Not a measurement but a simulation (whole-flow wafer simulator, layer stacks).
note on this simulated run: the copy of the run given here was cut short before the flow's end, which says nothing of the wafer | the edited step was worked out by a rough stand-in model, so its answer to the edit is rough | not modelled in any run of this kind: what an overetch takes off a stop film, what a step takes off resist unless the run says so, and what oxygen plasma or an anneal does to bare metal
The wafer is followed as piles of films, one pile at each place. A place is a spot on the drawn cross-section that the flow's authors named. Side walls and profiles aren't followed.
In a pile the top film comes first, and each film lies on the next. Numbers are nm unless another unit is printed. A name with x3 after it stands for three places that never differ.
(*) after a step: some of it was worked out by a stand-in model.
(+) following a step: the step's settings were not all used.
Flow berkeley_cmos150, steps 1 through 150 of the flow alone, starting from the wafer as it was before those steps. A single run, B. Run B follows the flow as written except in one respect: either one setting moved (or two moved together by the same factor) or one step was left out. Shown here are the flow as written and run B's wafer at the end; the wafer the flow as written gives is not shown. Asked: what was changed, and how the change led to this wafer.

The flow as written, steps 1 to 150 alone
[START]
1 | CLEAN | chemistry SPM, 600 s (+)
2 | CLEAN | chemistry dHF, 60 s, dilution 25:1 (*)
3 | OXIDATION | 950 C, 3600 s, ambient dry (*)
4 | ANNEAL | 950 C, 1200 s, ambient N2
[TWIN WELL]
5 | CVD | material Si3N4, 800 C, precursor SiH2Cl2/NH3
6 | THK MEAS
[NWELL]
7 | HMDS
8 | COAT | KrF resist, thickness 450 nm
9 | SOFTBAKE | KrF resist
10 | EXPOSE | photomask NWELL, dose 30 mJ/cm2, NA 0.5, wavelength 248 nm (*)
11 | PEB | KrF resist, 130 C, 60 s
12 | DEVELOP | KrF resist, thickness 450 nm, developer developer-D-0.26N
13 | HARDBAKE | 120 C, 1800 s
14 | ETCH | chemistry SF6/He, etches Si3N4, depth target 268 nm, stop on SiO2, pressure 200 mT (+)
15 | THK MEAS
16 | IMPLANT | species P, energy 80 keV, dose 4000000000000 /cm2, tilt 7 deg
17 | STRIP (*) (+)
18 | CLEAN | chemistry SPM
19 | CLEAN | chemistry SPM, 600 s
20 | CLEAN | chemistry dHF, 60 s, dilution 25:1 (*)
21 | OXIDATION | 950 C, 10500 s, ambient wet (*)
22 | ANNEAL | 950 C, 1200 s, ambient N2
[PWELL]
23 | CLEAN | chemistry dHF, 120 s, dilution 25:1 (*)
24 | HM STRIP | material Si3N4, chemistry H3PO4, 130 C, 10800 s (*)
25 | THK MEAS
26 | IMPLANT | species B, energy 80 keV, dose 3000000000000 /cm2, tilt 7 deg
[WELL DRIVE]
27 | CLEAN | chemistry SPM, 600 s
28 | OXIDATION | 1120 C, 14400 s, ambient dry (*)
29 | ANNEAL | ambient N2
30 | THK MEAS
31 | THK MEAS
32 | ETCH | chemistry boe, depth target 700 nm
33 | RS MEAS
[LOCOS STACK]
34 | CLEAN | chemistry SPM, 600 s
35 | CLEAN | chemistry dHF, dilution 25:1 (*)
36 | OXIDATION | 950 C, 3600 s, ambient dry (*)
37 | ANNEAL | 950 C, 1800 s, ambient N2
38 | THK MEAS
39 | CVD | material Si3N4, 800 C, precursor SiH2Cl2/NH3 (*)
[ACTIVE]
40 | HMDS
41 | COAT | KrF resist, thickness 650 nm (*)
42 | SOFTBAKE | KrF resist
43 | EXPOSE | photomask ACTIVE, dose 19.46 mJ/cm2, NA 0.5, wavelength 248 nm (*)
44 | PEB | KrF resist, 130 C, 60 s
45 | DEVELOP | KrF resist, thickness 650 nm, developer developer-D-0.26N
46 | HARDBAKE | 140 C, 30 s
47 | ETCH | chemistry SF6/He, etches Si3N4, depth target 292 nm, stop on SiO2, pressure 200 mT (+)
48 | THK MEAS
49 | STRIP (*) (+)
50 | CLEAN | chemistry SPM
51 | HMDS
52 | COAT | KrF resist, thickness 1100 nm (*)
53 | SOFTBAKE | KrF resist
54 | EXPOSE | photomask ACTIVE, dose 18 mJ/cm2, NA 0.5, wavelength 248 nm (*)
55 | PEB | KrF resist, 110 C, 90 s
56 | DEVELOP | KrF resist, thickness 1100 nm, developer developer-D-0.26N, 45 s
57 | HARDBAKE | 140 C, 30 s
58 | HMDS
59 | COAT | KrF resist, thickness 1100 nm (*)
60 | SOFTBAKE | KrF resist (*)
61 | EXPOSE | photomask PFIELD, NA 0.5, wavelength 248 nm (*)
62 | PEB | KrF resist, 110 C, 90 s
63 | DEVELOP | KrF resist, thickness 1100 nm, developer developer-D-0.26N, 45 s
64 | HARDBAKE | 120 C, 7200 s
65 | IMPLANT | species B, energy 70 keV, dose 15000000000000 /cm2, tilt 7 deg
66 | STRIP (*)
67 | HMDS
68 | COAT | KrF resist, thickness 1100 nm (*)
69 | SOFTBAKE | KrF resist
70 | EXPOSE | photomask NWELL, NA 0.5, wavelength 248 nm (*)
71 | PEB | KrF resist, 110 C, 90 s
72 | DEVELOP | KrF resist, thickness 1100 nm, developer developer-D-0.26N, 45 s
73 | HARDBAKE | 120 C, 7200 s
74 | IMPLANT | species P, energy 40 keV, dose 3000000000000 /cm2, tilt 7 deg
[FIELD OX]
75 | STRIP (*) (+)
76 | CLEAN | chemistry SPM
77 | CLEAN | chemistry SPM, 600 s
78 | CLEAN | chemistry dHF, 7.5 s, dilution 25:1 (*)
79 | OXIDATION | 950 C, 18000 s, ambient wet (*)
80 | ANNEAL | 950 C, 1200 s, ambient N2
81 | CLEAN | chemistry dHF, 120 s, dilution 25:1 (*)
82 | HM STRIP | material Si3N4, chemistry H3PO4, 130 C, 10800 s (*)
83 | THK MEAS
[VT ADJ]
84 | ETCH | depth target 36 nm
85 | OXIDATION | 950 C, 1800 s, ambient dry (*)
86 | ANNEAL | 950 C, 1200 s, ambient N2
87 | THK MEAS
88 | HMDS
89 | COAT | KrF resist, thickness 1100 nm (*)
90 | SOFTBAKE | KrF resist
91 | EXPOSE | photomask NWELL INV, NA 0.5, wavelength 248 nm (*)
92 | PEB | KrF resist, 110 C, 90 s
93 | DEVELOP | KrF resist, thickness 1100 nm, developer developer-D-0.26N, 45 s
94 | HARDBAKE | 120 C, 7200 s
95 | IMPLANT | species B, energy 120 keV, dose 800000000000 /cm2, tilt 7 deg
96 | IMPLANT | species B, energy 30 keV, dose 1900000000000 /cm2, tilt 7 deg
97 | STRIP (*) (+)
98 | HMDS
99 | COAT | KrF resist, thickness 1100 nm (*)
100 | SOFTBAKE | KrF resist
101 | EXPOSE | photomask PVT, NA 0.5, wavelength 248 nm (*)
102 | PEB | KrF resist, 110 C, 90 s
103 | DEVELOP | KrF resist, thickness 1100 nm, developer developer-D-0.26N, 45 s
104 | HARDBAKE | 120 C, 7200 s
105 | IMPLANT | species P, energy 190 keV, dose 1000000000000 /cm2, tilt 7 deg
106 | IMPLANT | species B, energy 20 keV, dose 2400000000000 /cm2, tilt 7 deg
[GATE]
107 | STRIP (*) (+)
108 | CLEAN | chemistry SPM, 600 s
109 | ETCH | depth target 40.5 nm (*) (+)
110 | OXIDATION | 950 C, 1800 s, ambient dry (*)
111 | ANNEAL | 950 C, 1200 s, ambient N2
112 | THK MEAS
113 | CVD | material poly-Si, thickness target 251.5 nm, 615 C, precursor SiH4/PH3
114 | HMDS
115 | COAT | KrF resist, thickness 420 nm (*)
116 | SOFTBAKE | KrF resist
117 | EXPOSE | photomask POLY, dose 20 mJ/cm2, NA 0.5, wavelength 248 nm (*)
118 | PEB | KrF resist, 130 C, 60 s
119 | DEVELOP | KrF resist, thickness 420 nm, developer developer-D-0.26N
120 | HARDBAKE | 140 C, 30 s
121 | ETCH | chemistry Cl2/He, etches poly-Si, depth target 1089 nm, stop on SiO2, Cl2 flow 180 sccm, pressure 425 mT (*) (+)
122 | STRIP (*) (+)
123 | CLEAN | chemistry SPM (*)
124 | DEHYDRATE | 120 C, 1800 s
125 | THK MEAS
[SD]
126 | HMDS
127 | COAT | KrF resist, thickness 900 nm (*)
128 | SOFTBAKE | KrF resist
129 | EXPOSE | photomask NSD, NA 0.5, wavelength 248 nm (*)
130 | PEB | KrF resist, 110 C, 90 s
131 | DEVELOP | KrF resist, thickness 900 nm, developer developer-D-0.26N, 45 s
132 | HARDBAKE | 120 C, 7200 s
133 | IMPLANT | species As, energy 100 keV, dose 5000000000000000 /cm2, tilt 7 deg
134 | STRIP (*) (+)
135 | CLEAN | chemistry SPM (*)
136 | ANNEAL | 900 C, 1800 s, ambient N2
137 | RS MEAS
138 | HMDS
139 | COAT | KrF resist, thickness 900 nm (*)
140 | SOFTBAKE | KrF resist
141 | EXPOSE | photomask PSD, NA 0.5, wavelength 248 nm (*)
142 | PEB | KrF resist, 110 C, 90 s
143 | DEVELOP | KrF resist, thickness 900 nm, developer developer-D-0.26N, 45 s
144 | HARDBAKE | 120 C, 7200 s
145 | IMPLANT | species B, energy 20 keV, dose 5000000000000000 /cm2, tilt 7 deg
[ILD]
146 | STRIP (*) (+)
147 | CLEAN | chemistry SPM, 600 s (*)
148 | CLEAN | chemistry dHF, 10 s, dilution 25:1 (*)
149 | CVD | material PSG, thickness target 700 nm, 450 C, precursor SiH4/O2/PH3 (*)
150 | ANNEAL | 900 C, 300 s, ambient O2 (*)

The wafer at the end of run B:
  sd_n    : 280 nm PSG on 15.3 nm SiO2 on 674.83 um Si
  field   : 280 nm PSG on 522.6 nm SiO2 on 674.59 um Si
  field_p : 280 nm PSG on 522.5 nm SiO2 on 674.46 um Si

What caused this: step 149, CVD: thickness target 280 nm was run, whereas the flow has thickness target 700 nm.
One can read it off the wafer: sd_n has PSG 280, and step 149 as written asks for 700 nm.

The path from the change to this, step by step:
  149 | CVD | material PSG, thickness target 700 nm, 450 C, precursor SiH4/O2/PH3 (*)
      field, field_p, sd_n, gate_n, gate_p, contact, m1: +280 PSG (new film) (as written it would have been: +700 PSG (new film))
      sd_p: +260.6 PSG (new film) (as written it would have been: +639.5 PSG (new film))
